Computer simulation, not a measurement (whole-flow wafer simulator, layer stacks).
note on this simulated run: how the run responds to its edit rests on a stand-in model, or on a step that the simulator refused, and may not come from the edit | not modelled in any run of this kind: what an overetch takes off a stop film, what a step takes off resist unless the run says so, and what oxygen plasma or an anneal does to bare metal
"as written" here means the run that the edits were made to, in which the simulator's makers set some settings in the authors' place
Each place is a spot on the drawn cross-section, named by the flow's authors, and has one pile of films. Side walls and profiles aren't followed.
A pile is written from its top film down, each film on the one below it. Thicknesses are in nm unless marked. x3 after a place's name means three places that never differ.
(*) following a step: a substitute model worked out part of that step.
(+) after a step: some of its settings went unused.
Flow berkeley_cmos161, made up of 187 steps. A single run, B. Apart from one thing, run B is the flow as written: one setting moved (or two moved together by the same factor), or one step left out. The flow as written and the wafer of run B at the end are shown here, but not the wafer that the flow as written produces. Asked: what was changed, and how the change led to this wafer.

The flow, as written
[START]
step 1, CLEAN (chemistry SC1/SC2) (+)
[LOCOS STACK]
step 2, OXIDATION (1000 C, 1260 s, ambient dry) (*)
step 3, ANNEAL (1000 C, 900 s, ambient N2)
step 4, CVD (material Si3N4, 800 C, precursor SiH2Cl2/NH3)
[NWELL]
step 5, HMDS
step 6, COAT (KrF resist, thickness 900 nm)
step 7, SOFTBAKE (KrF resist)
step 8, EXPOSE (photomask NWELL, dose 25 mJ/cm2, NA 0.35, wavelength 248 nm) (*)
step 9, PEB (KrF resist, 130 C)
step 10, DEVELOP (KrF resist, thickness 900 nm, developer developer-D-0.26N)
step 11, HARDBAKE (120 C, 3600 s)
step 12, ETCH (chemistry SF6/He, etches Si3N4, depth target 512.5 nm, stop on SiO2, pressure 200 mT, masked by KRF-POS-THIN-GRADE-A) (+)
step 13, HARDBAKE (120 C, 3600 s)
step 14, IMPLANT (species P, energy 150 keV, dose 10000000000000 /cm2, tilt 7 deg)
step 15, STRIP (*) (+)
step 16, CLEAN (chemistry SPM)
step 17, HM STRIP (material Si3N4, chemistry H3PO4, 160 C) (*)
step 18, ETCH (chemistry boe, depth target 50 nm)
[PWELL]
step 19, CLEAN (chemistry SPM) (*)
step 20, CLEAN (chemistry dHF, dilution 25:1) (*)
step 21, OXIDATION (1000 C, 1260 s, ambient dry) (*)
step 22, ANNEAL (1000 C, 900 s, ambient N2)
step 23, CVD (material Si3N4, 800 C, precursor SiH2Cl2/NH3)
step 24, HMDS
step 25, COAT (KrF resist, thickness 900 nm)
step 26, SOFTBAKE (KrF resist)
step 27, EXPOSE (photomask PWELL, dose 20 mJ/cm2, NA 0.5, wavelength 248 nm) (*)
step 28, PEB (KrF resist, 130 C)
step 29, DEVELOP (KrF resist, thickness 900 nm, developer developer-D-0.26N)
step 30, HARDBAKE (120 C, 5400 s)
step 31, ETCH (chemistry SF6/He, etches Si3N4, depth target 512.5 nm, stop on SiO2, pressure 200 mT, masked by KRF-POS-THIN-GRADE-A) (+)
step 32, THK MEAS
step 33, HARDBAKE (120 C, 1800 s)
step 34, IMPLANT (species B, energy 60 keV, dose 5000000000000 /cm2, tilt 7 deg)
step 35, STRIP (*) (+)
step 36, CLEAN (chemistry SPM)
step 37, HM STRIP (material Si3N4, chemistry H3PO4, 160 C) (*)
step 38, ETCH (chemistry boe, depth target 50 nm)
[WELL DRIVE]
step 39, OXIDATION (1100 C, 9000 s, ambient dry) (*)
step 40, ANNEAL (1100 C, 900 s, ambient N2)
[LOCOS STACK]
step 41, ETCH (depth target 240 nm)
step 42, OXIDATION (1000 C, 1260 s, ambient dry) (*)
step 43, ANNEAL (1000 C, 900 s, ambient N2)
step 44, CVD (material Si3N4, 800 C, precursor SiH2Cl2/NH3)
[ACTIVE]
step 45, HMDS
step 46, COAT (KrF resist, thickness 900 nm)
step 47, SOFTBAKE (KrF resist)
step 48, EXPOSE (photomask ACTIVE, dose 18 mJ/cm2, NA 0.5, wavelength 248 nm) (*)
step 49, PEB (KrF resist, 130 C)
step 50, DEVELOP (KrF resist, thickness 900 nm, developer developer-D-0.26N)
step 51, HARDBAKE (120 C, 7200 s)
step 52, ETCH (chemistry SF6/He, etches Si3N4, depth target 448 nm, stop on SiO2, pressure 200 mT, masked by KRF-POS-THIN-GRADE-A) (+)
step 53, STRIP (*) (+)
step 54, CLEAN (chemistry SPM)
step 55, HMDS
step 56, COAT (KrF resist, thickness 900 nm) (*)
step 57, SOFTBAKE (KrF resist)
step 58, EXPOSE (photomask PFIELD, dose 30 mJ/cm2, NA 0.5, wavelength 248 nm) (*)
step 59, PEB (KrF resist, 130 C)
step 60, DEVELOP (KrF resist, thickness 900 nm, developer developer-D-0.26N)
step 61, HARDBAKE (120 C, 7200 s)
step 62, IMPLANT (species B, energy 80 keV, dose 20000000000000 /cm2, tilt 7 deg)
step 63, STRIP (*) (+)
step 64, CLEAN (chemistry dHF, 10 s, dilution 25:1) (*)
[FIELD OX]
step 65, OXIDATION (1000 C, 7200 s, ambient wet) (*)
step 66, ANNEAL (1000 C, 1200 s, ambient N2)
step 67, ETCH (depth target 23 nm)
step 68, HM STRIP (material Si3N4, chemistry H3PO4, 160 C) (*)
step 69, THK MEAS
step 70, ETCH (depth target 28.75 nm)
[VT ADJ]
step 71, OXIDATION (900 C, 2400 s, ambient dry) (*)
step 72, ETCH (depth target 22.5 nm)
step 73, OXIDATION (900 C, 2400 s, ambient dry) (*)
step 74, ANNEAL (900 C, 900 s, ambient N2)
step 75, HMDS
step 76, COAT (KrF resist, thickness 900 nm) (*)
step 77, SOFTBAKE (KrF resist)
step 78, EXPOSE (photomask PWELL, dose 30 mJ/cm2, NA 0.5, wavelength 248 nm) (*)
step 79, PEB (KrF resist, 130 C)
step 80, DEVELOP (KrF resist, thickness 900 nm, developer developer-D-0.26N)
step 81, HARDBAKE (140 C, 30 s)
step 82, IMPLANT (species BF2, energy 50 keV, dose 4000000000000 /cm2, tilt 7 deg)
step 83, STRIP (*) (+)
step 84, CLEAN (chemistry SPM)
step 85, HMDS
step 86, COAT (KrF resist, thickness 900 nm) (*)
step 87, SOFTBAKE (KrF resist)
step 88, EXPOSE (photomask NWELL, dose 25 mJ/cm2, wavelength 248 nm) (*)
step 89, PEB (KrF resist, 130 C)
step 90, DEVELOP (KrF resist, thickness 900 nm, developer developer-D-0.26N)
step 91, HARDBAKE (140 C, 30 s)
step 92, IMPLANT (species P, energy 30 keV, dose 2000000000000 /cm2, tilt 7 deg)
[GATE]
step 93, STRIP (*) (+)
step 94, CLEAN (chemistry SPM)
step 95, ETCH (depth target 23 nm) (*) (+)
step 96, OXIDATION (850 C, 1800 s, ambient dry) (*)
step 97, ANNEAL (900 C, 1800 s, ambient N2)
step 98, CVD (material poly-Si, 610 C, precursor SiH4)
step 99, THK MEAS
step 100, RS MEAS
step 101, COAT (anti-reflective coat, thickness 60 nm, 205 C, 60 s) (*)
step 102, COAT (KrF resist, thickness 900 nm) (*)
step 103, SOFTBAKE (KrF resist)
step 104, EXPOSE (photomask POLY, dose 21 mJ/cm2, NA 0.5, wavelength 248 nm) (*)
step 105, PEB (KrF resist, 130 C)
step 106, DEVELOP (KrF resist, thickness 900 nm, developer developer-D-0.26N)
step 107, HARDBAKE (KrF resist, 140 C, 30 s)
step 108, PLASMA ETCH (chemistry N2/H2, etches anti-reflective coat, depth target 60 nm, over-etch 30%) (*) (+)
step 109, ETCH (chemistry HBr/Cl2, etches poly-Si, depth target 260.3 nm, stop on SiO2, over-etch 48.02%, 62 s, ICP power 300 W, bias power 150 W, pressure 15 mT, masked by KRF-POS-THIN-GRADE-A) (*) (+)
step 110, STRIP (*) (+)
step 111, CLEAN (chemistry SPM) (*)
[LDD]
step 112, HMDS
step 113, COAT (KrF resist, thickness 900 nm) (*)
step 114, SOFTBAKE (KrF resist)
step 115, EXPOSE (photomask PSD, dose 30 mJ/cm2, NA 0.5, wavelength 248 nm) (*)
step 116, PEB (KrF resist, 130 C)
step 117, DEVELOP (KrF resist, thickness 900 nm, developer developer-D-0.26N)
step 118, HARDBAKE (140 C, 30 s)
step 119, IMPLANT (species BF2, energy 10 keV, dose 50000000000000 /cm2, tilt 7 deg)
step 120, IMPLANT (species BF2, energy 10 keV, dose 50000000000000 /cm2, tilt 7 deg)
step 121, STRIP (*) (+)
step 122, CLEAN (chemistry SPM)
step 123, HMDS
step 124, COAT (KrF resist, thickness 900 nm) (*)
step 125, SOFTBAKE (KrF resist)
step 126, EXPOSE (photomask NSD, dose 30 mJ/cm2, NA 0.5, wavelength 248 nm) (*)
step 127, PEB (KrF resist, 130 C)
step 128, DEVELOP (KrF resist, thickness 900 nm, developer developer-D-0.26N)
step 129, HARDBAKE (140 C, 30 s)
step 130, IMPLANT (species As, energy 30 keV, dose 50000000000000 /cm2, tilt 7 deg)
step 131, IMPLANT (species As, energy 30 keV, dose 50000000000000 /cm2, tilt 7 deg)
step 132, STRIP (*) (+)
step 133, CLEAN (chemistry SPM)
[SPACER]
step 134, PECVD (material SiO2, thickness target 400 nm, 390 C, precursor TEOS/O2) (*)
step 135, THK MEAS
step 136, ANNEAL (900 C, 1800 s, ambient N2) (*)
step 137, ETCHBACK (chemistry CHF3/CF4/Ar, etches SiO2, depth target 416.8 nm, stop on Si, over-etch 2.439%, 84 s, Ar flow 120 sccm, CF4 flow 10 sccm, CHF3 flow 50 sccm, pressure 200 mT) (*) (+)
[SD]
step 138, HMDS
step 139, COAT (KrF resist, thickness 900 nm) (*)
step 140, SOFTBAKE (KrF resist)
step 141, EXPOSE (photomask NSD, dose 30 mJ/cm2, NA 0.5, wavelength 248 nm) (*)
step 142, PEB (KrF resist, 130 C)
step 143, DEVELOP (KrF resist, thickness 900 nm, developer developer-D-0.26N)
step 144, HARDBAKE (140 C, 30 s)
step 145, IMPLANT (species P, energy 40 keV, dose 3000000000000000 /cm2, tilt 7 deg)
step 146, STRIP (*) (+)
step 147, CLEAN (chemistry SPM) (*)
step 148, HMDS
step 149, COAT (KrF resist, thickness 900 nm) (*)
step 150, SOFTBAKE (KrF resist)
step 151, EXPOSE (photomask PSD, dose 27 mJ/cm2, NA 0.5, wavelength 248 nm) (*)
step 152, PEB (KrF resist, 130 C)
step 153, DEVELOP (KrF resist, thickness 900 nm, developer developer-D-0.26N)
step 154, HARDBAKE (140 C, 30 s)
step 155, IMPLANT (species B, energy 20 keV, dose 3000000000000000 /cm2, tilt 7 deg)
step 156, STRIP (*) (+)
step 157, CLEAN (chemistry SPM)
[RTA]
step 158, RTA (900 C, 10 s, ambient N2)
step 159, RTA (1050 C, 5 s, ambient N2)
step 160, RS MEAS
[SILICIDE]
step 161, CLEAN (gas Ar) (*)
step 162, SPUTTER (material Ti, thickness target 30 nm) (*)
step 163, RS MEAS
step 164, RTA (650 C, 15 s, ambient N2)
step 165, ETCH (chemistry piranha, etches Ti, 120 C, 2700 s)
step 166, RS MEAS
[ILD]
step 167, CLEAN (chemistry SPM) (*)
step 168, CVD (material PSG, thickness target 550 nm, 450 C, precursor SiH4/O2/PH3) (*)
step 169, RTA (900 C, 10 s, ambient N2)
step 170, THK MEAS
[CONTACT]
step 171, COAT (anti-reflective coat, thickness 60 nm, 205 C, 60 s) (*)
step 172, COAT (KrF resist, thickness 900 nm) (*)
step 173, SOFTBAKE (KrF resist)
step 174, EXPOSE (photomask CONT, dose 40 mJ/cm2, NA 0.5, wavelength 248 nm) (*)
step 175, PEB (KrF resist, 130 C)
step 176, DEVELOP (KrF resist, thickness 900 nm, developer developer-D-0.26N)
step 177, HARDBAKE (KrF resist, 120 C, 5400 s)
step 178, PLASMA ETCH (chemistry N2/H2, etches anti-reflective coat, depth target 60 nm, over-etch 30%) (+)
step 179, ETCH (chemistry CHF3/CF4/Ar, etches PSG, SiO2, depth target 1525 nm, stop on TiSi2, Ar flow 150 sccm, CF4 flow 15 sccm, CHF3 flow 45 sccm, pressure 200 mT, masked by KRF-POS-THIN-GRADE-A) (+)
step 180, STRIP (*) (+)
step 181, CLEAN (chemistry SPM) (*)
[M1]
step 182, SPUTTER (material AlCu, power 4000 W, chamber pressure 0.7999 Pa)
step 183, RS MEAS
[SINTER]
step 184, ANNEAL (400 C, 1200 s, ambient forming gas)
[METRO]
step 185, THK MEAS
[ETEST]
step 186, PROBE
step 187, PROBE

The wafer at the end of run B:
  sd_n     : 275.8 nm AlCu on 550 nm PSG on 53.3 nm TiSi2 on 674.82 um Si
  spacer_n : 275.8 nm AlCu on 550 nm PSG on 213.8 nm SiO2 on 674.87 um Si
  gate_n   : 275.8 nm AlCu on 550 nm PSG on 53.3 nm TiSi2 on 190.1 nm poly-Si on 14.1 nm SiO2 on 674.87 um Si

What caused this: step 41, ETCH: depth target 144 nm was run, though the flow has depth target 240 nm.

Step by step, how the change led to this:
  step 41, ETCH (depth target 240 nm)
      field, sd_n, spacer_n and 6 more: SiO2 loses 144 (in the flow as written it would be: SiO2 loses 197.6 (all of it))
  step 42, OXIDATION (1000 C, 1260 s, ambient dry) (*)
      field, sd_n, spacer_n and 6 more: SiO2 gains 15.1, Si loses 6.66 (in the flow as written it would be: SiO2 gains 26.6 (new film), Si loses 11.7)
  step 65, OXIDATION (1000 C, 7200 s, ambient wet) (*)
      spacer_n, gate_n, spacer_p, gate_p, m1: SiO2 gains 12.1 (new film), Si3N4 loses 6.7, SiO2 gains 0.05 (in the flow as written it would be: SiO2 gains 12.1 (new film), Si3N4 loses 6.7)
      contact: SiO2 gains 12.1 (new film), Si3N4 loses 6.7, SiO2 gains 0.09 (in the flow as written it would be: SiO2 gains 12.1 (new film), Si3N4 loses 6.7)
      (as well as at 3 more places)
  step 70, ETCH (depth target 28.75 nm)
      spacer_n, spacer_p, contact: SiO2 loses 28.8 (in the flow as written it would be: SiO2 loses 24.8 (all of it))
      gate_n, gate_p, m1: SiO2 loses 28.7 (in the flow as written it would be: SiO2 loses 24.8 (all of it))
      (as well as at 2 more places)
  step 71, OXIDATION (900 C, 2400 s, ambient dry) (*)
      spacer_n, gate_n, spacer_p, gate_p, m1: SiO2 gains 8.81, Si loses 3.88 (in the flow as written it would be: SiO2 gains 14.9 (new film), Si loses 6.57)
      sd_n: SiO2 gains 8.23, Si loses 3.62 (in the flow as written it would be: SiO2 gains 14.9 (new film), Si loses 6.57)
      (as well as at 2 more places)
  step 72, ETCH (depth target 22.5 nm)
      sd_n, spacer_n, gate_n, sd_p, spacer_p, gate_p, contact, m1: SiO2 loses 22.5 (in the flow as written it would be: SiO2 loses 14.9 (all of it))
  step 73, OXIDATION (900 C, 2400 s, ambient dry) (*)
      spacer_n, gate_n, spacer_p, gate_p, m1: SiO2 gains 8.06, Si loses 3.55 (in the flow as written it would be: SiO2 gains 14.9 (new film), Si loses 6.57)
      sd_n: SiO2 gains 7.64, Si loses 3.36 (in the flow as written it would be: SiO2 gains 14.9 (new film), Si loses 6.57)
      (as well as at 2 more places)
  step 95, ETCH (depth target 23 nm) (*) (+)
      sd_n, spacer_n, gate_n, sd_p, spacer_p, gate_p, contact, m1: SiO2 loses 23 (in the flow as written it would be: SiO2 loses 14.9 (all of it))
  step 96, OXIDATION (850 C, 1800 s, ambient dry) (*)
      spacer_n, gate_n, spacer_p, gate_p, contact, m1: SiO2 gains 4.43, Si loses 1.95 (in the flow as written it would be: SiO2 gains 7.48 (new film), Si loses 3.29)
      sd_n: SiO2 gains 3.72, Si loses 1.64 (in the flow as written it would be: SiO2 gains 7.48 (new film), Si loses 3.29)
      (as well as at 1 more place)
  step 101, COAT (anti-reflective coat, thickness 60 nm, 205 C, 60 s) (*)
      sd_n: anti-reflective coat gains 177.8 (new film) (in the flow as written it would be: anti-reflective coat gains 173.5 (new film))
      spacer_p: anti-reflective coat gains 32 (new film) (in the flow as written it would be: anti-reflective coat gains 30.4 (new film))
      (as well as at 2 more places)
  step 108, PLASMA ETCH (chemistry N2/H2, etches anti-reflective coat, depth target 60 nm, over-etch 30%) (*) (+)
      sd_n: anti-reflective coat loses 177.8 (all of it), poly-Si loses 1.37 (in the flow as written it would be: anti-reflective coat loses 173.5 (all of it), poly-Si loses 1.33)
      spacer_p: anti-reflective coat loses 32 (all of it), poly-Si loses 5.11 (in the flow as written it would be: anti-reflective coat loses 30.4 (all of it), poly-Si loses 5)
      (as well as at 1 more place)
  step 110, STRIP (*) (+)
      gate_p: chemical SiO2 gains 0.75 (new film), KrF resist loses 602 (all of it), anti-reflective coat loses 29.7 (all of it), poly-Si loses 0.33 (in the flow as written it would be: chemical SiO2 gains 0.75 (new film), KrF resist loses 598.2 (all of it), anti-reflective coat loses 27.9 (all of it), poly-Si loses 0.33)
  step 137, ETCHBACK (chemistry CHF3/CF4/Ar, etches SiO2, depth target 416.8 nm, stop on Si, over-etch 2.439%, 84 s, Ar flow 120 sccm, CF4 flow 10 sccm, CHF3 flow 50 sccm, pressure 200 mT) (*) (+)
      sd_n: SiO2 loses 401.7 (all of it) (in the flow as written it would be: SiO2 loses 387.9 (all of it))
      sd_p: SiO2 loses 386.7 (all of it) (in the flow as written it would be: SiO2 loses 373.4 (all of it))
  step 171, COAT (anti-reflective coat, thickness 60 nm, 205 C, 60 s) (*)
      sd_n: anti-reflective coat gains 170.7 (new film) (in the flow as written it would be: anti-reflective coat gains 149.7 (new film))
      sd_p: anti-reflective coat gains 94.6 (new film) (in the flow as written it would be: anti-reflective coat gains 91.6 (new film))
      (as well as at 1 more place)
  step 180, STRIP (*) (+)
      sd_n: KrF resist loses 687 (all of it), anti-reflective coat loses 170.7 (all of it) (in the flow as written it would be: KrF resist loses 692.5 (all of it), anti-reflective coat loses 149.7 (all of it))
      sd_p: KrF resist loses 789 (all of it), anti-reflective coat loses 94.6 (all of it) (in the flow as written it would be: KrF resist loses 777.2 (all of it), anti-reflective coat loses 91.6 (all of it))
      (as well as at 1 more place)
  step 182, SPUTTER (material AlCu, power 4000 W, chamber pressure 0.7999 Pa)
      sd_p: AlCu gains 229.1 (new film) (in the flow as written it would be: AlCu gains 234.7 (new film))
